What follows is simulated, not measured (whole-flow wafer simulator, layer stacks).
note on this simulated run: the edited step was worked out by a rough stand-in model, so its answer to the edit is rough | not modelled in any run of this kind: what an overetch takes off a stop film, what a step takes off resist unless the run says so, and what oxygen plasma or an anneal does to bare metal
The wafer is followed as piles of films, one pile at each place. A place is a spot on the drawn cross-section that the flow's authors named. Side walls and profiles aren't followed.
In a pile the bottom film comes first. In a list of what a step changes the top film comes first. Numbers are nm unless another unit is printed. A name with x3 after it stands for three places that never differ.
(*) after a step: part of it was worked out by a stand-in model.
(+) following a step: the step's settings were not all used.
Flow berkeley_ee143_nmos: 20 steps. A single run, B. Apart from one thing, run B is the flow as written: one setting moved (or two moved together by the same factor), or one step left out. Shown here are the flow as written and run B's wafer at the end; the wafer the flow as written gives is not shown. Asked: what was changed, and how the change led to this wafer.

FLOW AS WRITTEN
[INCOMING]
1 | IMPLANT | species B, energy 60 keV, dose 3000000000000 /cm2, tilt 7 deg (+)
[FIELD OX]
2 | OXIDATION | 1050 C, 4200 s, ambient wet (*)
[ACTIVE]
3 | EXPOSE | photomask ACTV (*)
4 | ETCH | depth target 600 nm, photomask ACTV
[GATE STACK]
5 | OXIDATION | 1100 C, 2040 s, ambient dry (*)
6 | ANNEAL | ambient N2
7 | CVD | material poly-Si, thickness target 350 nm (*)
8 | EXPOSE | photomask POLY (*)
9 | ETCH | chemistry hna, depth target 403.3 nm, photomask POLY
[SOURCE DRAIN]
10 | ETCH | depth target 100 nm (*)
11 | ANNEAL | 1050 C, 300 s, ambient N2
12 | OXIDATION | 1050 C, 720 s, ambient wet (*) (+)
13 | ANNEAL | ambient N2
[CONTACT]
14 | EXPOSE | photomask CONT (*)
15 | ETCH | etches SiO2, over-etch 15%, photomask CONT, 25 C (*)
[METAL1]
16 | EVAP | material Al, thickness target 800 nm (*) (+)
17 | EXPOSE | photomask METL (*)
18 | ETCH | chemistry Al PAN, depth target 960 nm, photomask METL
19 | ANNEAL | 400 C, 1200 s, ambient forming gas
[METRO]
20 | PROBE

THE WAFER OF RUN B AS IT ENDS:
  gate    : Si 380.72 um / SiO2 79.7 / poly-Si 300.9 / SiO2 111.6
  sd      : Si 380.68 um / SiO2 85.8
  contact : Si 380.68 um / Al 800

Cause: step 12, OXIDATION: 971 C was run, though the flow has 1050 C.

Step by step, how the change led to this:
  12 | OXIDATION | 1050 C, 720 s, ambient wet (*) (+)
      sd, contact: +85.8 SiO2 (new film), -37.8 Si (as written it would have been: +189.4 SiO2 (new film), -83.4 Si)
      gate: +111.6 SiO2 (new film), -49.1 poly-Si (as written it would have been: +217.6 SiO2 (new film), -95.7 poly-Si)
      (and at 1 other place as well)
  15 | ETCH | etches SiO2, over-etch 15%, photomask CONT, 25 C (*)
      contact: -85.8 SiO2 (all of it) (as written it would have been: -189.4 SiO2 (all of it))
